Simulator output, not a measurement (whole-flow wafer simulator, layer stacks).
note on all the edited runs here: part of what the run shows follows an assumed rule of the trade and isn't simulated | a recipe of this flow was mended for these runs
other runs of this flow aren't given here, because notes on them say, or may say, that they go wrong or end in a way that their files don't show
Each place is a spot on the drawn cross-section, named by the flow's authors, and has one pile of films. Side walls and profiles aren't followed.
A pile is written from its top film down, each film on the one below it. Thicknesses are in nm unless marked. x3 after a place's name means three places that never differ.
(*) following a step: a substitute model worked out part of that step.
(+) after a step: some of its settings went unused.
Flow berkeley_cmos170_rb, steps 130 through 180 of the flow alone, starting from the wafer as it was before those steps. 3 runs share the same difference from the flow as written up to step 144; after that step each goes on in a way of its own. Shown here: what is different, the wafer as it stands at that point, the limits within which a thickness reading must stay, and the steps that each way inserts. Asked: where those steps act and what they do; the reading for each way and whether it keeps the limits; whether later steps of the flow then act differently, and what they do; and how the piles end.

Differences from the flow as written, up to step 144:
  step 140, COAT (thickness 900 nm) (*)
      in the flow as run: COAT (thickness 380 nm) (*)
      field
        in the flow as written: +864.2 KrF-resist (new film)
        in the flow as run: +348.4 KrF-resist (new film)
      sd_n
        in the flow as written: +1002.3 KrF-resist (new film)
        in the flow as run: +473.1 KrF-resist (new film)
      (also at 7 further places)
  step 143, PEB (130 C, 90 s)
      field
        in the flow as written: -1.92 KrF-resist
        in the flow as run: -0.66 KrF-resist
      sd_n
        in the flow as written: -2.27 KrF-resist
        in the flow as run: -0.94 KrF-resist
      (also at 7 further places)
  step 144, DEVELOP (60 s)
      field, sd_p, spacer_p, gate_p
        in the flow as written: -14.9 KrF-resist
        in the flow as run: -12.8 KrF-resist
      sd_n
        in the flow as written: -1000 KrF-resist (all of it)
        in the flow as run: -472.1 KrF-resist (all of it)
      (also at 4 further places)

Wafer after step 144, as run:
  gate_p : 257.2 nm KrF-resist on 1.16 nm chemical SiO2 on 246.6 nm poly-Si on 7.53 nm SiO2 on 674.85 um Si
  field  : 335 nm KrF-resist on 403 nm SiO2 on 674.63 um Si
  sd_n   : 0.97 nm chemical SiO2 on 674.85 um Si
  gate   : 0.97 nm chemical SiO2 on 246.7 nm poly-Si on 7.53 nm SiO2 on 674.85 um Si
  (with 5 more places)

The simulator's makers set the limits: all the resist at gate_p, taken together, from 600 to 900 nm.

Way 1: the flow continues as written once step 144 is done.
  Reading after step 144: 257.2 nm, not within the limits.
  Later steps of the flow acting differently than as written (8 other steps are not shown; they differ only slightly, by no more than 2% or 0.5 nm, whichever is larger):
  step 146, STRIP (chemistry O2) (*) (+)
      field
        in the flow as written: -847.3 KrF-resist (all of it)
        going this way: -335 KrF-resist (all of it)
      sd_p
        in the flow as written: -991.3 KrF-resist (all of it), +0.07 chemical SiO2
        going this way: -455 KrF-resist (all of it), +0.03 chemical SiO2
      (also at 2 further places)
  When the end is reached, the piles differ only a little from the flow's at the places that both follow, at most by 2% or 0.5 nm, whichever is larger.

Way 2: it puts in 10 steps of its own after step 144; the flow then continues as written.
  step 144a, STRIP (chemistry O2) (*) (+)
      sd_n, contact, m1
        +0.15 chemical SiO2, -0.07 Si
      field
        -335 KrF-resist (all of it)
      gate
        +0.15 chemical SiO2, -0.07 poly-Si
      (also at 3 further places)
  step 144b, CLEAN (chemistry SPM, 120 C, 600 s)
      alters no film at any place that is followed
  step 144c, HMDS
      alters no film at any place that is followed
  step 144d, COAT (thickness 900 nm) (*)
      field
        +864.2 KrF-resist (new film)
      sd_n
        +1002.2 KrF-resist (new film)
      spacer_n
        +791.5 KrF-resist (new film)
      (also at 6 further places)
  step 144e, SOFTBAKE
      alters no film at any place that is followed
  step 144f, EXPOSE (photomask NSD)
      alters no film at any place that is followed
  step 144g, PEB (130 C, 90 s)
      field
        -1.92 KrF-resist
      sd_n
        -2.27 KrF-resist
      spacer_n
        -1.72 KrF-resist
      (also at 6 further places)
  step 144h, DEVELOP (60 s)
      field, sd_p, spacer_p, gate_p
        -14.9 KrF-resist
      sd_n
        -999.9 KrF-resist (all of it)
      spacer_n
        -789.8 KrF-resist (all of it)
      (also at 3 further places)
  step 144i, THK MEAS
      alters no film at any place that is followed
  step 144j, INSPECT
      alters no film at any place that is followed
  Reading after step 144j: 747.2 nm, inside the limits.
  None of the later steps of the flow differs from how it acts as written, at any place that is followed, by more than 2% or 0.5 nm, whichever is larger.
  By the end, the piles equal the flow's at every place that both follow.

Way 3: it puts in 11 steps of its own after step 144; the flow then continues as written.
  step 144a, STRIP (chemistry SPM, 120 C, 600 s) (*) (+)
      field
        -335 KrF-resist (all of it)
      sd_p
        -455 KrF-resist (all of it)
      spacer_p
        -267 KrF-resist (all of it)
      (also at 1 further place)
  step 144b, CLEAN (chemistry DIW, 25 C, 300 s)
      alters no film at any place that is followed
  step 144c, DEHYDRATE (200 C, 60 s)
      alters no film at any place that is followed
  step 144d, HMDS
      alters no film at any place that is followed
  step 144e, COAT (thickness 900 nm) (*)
      field
        +864.2 KrF-resist (new film)
      sd_n
        +1002.3 KrF-resist (new film)
      spacer_n
        +791.4 KrF-resist (new film)
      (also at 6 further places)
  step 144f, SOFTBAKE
      alters no film at any place that is followed
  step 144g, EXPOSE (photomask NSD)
      alters no film at any place that is followed
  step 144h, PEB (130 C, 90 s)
      field
        -1.92 KrF-resist
      sd_n
        -2.27 KrF-resist
      spacer_n
        -1.72 KrF-resist
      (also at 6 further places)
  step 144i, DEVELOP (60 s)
      field, sd_p, spacer_p, gate_p
        -14.9 KrF-resist
      sd_n
        -1000 KrF-resist (all of it)
      spacer_n
        -789.7 KrF-resist (all of it)
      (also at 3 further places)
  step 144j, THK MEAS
      alters no film at any place that is followed
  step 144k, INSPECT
      alters no film at any place that is followed
  Reading after step 144k: 747.2 nm, inside the limits.
  None of the later steps of the flow acts differently than as written at any place that is followed.
  By the end, the piles equal the flow's at every place that both follow.

Inside the limits: way 2, way 3. Outside the limits: way 1.
